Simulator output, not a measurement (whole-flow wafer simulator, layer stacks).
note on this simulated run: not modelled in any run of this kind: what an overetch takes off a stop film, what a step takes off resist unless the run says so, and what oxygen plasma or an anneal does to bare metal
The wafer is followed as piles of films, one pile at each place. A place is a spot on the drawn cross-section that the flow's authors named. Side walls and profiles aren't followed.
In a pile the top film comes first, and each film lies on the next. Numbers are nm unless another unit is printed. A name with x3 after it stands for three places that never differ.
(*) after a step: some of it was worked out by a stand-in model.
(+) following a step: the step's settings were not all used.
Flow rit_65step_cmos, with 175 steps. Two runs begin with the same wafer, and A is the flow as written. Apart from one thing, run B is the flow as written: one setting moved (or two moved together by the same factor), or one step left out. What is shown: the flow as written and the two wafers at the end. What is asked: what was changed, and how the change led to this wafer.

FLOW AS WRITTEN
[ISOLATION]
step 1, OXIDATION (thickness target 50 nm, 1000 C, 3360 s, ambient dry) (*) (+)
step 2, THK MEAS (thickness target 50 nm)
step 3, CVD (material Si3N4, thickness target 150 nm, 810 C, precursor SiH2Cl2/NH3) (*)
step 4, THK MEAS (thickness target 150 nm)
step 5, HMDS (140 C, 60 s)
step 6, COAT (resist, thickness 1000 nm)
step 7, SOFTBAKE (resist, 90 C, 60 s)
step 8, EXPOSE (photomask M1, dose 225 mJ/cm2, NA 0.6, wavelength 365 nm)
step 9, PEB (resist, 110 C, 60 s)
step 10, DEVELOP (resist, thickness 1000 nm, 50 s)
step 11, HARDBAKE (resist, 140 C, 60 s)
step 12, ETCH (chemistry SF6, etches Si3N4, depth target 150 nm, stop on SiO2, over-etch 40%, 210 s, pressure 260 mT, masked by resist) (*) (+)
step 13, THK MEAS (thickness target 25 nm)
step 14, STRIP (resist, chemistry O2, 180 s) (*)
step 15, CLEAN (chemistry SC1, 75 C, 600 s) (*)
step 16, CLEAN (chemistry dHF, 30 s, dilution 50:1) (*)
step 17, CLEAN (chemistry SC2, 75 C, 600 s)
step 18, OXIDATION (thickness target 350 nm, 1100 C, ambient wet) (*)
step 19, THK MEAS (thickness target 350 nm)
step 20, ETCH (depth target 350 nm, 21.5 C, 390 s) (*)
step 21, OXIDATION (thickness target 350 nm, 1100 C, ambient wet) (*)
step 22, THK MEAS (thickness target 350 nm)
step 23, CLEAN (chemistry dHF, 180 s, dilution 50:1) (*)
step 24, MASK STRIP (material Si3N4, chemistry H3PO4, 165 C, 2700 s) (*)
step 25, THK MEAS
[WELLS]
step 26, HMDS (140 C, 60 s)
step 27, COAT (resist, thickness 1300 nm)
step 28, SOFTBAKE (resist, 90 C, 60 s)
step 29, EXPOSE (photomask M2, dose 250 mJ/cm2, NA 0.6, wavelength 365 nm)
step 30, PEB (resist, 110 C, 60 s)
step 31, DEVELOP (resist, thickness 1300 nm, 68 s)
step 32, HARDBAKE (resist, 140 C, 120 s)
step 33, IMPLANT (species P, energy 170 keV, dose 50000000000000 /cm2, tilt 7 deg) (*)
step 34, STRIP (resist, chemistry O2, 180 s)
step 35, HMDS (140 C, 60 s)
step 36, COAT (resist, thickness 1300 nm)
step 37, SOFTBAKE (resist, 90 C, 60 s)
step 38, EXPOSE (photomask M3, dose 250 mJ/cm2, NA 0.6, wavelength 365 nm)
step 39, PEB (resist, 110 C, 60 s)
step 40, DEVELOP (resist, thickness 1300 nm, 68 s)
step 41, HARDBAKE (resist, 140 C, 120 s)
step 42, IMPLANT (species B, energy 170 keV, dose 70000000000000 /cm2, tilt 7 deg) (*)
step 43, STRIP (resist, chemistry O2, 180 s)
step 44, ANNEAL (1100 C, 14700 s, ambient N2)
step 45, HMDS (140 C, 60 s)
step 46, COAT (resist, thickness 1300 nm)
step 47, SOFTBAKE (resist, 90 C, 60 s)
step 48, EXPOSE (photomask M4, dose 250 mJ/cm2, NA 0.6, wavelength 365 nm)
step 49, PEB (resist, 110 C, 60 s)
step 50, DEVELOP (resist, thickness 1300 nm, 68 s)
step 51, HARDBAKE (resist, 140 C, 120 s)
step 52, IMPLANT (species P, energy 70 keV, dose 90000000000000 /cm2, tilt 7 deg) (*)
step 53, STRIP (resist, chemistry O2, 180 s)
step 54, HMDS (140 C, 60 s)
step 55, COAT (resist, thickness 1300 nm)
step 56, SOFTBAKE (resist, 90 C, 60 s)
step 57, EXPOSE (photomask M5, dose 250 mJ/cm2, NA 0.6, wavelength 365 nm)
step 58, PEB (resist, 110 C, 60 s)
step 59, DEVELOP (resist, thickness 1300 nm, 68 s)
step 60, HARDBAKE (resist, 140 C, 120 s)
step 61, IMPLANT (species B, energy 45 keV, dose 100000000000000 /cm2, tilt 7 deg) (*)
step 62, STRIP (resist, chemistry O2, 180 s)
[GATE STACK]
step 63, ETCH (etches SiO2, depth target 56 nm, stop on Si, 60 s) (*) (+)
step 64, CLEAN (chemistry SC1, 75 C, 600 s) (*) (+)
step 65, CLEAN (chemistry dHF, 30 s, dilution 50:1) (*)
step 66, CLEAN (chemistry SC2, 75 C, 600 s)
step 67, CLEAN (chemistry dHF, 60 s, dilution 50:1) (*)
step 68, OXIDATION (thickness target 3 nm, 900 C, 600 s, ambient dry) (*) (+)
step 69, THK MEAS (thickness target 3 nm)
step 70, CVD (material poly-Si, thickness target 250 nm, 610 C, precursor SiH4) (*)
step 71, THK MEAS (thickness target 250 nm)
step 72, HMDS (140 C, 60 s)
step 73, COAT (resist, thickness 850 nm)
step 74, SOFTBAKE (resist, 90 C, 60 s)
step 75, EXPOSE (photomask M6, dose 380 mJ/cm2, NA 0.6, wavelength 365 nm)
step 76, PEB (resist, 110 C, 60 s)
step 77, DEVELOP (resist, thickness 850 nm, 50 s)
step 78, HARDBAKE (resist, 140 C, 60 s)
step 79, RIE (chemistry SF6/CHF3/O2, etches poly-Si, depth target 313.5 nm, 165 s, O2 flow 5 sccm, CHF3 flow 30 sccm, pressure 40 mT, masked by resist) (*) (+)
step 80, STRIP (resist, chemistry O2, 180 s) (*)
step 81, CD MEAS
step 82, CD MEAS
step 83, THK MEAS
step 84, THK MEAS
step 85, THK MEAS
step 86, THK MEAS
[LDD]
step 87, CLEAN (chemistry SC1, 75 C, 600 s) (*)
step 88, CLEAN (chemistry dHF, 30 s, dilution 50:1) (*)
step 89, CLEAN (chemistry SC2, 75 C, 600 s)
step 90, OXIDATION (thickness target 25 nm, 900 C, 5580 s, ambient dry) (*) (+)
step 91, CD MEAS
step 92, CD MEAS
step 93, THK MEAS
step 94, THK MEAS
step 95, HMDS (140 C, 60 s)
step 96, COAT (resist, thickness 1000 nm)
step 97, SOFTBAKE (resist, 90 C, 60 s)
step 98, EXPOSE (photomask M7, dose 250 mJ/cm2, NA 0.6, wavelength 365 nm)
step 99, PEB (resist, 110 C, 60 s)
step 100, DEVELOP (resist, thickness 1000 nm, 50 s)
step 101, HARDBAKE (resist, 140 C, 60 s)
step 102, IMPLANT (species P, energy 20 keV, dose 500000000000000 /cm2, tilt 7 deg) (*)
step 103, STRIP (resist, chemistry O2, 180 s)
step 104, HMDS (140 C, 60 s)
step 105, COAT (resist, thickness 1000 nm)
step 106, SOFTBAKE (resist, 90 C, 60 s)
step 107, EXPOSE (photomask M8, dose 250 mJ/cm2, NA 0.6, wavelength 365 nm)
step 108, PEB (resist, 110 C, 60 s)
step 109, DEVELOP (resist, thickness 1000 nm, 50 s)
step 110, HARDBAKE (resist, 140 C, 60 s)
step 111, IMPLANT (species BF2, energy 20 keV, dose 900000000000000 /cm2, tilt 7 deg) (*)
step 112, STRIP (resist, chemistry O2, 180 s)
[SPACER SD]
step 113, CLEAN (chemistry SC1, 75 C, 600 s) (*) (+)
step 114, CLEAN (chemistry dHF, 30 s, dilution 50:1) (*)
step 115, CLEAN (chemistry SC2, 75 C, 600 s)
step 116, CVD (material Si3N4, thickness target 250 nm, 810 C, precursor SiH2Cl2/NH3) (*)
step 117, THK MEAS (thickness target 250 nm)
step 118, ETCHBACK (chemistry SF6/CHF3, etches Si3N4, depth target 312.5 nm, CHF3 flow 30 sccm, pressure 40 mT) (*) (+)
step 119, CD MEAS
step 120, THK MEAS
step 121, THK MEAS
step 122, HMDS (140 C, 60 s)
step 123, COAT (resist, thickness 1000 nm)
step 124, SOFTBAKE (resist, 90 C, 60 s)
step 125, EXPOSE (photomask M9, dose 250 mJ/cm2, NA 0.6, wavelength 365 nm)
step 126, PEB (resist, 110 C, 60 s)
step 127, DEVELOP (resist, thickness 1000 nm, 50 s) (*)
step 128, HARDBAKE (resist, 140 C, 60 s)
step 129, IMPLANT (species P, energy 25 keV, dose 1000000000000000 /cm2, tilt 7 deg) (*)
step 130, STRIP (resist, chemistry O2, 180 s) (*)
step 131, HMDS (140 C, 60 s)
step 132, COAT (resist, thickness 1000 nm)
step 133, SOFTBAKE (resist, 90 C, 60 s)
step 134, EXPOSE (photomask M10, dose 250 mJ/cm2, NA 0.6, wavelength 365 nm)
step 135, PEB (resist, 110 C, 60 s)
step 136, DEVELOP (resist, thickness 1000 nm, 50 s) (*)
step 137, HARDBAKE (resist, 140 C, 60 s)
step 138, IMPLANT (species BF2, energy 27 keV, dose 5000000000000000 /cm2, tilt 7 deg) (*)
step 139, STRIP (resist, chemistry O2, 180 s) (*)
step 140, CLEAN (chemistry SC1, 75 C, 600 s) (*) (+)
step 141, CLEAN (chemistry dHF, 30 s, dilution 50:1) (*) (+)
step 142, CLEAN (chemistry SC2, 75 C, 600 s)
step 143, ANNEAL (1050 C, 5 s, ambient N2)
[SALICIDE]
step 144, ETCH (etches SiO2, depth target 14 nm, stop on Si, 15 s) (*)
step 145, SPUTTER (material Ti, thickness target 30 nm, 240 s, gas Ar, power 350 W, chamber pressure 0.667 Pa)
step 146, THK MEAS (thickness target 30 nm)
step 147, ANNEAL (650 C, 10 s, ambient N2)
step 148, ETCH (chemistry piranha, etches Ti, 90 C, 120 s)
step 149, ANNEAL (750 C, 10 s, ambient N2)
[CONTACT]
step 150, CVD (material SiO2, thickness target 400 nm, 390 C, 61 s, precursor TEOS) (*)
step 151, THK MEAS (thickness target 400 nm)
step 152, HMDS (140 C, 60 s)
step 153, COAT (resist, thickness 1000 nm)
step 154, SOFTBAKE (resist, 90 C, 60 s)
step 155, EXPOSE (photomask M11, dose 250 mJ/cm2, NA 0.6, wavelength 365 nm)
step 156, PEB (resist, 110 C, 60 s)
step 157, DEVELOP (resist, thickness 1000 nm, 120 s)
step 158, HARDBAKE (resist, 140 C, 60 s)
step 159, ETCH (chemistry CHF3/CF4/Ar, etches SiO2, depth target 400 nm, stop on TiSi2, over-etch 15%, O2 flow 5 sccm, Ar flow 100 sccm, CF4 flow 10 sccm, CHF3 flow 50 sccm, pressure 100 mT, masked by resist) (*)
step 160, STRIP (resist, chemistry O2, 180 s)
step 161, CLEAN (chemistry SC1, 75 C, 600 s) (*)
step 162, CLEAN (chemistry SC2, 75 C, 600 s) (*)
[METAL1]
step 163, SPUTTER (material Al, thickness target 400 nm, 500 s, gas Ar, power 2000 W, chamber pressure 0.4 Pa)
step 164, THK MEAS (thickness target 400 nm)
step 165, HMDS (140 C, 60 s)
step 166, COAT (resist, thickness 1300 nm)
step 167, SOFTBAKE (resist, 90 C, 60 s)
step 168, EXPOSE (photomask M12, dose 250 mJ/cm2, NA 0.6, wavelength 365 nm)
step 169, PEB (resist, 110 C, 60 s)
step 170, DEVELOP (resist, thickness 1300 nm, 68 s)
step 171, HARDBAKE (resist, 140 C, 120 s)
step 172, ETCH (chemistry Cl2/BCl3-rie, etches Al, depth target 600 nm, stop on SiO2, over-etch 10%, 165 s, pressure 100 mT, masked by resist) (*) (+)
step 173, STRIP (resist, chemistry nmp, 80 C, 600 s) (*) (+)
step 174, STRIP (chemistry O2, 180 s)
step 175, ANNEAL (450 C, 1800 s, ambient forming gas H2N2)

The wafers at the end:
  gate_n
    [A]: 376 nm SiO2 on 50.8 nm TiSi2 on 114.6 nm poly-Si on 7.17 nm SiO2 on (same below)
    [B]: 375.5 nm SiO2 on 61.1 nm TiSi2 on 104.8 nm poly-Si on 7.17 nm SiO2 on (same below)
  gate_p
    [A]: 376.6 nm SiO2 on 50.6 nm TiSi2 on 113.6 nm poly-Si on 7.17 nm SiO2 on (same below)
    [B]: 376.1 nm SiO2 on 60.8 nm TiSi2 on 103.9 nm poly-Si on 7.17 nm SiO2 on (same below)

What caused this: step 145, SPUTTER: 288 s was run, whereas the flow has 240 s.

Step by step, how the change led to this:
  step 145, SPUTTER (material Ti, thickness target 30 nm, 240 s, gas Ar, power 350 W, chamber pressure 0.667 Pa)
      field, field_pw, field_nw, field_p, spacer, spacer_p: A Ti gains 30 (new film) | B Ti gains 36 (new film)
      gate_n: A Ti gains 27.3 (new film) | B Ti gains 32.8 (new film)
      (and at 1 other place as well)
  step 147, ANNEAL (650 C, 10 s, ambient N2)
      gate_n: A Ti loses 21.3, TiSi first gains 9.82 (new film), TiSi2 C49 gains 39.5 (new film), poly-Si loses 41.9 | B Ti loses 25.6, TiSi first gains 22.2 (new film), TiSi2 C49 gains 32 (new film), poly-Si loses 43.5
      gate_p: A Ti loses 21.2, TiSi first gains 9.56 (new film), TiSi2 C49 gains 39.6 (new film), poly-Si loses 41.9 | B Ti loses 25.5, TiSi first gains 21.8 (new film), TiSi2 C49 gains 32.3 (new film), poly-Si loses 43.5
  step 148, ETCH (chemistry piranha, etches Ti, 90 C, 120 s)
      field, field_pw, field_nw, field_p, spacer, spacer_p: A Ti loses 30 (all of it) | B Ti loses 36 (all of it)
      gate_n: A Ti loses 6 (all of it), TiSi first loses 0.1 | B Ti loses 7.21 (all of it), TiSi first loses 0.1
      (and at 1 other place as well)
  step 149, ANNEAL (750 C, 10 s, ambient N2)
      gate_n: A TiSi2 gains 50.8 (new film), TiSi first loses 9.72 (all of it), TiSi2 C49 loses 39.5 (all of it), poly-Si loses 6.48 | B TiSi2 gains 61.1 (new film), TiSi first loses 22.1 (all of it), TiSi2 C49 loses 32 (all of it), poly-Si loses 14.7
      gate_p: A TiSi2 gains 50.6 (new film), TiSi first loses 9.46 (all of it), TiSi2 C49 loses 39.6 (all of it), poly-Si loses 6.31 | B TiSi2 gains 60.8 (new film), TiSi first loses 21.7 (all of it), TiSi2 C49 loses 32.3 (all of it), poly-Si loses 14.5
